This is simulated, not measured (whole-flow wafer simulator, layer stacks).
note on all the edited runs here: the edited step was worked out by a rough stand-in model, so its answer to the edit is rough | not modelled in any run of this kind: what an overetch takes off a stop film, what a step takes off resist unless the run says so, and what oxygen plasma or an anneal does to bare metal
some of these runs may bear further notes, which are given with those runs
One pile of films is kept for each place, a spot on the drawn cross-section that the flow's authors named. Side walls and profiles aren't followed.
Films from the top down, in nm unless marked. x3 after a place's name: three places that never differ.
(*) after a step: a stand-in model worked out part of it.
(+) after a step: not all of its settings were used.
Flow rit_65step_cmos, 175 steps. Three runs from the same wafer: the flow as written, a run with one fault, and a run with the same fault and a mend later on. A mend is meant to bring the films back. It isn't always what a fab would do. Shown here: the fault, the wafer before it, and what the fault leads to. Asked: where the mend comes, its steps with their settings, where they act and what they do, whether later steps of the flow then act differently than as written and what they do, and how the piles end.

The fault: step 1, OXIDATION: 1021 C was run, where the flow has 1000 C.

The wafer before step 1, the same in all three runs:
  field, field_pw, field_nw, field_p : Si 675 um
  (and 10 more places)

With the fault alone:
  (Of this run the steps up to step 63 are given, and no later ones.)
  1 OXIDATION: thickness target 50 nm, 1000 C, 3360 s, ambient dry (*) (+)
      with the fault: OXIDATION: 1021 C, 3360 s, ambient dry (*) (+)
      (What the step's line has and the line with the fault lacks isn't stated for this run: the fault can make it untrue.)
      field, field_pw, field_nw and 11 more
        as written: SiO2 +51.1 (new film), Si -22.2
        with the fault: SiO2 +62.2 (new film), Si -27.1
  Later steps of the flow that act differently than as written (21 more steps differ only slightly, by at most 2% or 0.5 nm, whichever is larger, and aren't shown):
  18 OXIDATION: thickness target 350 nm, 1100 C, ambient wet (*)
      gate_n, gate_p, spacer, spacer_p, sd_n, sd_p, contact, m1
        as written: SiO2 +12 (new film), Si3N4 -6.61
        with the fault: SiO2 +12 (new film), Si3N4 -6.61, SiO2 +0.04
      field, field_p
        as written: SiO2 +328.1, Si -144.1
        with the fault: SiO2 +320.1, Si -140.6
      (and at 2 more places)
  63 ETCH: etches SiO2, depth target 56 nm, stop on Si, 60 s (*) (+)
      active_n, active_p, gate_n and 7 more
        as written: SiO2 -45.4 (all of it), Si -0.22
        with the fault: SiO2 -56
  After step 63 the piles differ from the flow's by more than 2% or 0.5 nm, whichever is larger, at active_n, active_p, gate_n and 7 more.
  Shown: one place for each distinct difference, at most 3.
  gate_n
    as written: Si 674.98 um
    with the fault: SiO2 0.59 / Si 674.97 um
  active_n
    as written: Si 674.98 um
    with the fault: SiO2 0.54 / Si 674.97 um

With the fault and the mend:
  The mend comes after step 2.
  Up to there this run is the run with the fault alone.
  2a ETCH: depth target 72 nm, 21.5 C, 80 s
      field, field_pw, field_nw and 11 more
        SiO2 -62.2 (all of it)
  2b CLEAN: chemistry SC2, 75 C, 600 s
      field, field_pw, field_nw and 11 more
        chemical SiO2 +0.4 (new film), Si -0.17
  2c OXIDATION: 1000 C, 3360 s, ambient dry (*) (the flow's step 1 once more, with other settings)
      field, field_pw, field_nw and 11 more
        SiO2 +51 (new film), chemical SiO2 -0.4 (all of it), Si -22.3
  Later steps of the flow that act differently than as written (17 more steps differ only slightly, by at most 2% or 0.5 nm, whichever is larger, and aren't shown):
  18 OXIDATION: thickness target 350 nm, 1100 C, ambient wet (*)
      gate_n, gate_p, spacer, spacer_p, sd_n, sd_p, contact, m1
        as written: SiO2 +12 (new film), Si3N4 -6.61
        with the mend: SiO2 +12 (new film), Si3N4 -6.61, SiO2 +0.03
  At the end the piles differ from the flow's only slightly at the places that both follow, by at most 2% or 0.5 nm, whichever is larger.
